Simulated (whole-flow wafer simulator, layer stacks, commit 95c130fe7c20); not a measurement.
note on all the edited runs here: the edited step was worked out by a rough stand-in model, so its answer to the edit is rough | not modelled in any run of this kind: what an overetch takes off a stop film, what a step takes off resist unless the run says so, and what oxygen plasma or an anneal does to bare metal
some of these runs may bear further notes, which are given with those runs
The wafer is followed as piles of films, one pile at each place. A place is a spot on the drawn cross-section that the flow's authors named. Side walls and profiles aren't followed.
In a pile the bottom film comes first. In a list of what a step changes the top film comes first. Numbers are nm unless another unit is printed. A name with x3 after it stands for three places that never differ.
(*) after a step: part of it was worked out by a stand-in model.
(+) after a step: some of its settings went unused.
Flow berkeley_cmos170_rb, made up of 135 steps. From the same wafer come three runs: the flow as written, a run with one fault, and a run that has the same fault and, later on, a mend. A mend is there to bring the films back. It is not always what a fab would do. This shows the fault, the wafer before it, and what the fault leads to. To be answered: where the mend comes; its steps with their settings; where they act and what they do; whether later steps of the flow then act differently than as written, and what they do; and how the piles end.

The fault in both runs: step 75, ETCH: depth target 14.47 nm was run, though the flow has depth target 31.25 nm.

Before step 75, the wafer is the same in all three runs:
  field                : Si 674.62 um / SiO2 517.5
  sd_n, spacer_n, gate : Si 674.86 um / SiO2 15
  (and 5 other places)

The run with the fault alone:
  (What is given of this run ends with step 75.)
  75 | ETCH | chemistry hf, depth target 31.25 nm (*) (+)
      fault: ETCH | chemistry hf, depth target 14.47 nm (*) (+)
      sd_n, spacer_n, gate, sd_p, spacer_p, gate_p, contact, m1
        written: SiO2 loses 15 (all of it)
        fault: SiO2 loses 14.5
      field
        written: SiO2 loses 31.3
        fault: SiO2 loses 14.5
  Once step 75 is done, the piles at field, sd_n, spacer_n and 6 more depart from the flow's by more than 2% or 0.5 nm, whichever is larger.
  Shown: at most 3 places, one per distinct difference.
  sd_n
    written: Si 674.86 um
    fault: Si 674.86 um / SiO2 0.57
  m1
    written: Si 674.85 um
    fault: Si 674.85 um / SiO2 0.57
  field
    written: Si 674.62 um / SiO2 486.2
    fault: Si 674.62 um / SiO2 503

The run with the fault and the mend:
  After step 75 comes the mend.
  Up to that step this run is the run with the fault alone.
  75a | ETCH | chemistry hf, depth target 16.78 nm (*) (+) (the flow's step 75 again, with other settings)
      sd_n, spacer_n, gate, sd_p, spacer_p, gate_p, contact, m1
        SiO2 loses 0.57 (all of it)
      field
        SiO2 loses 16.8
  Later steps of the flow that are run all act as written at every place that is followed, up to a difference of at most 2% or 0.5 nm, whichever is larger.
  By the end, the piles equal the flow's at every place that both follow.
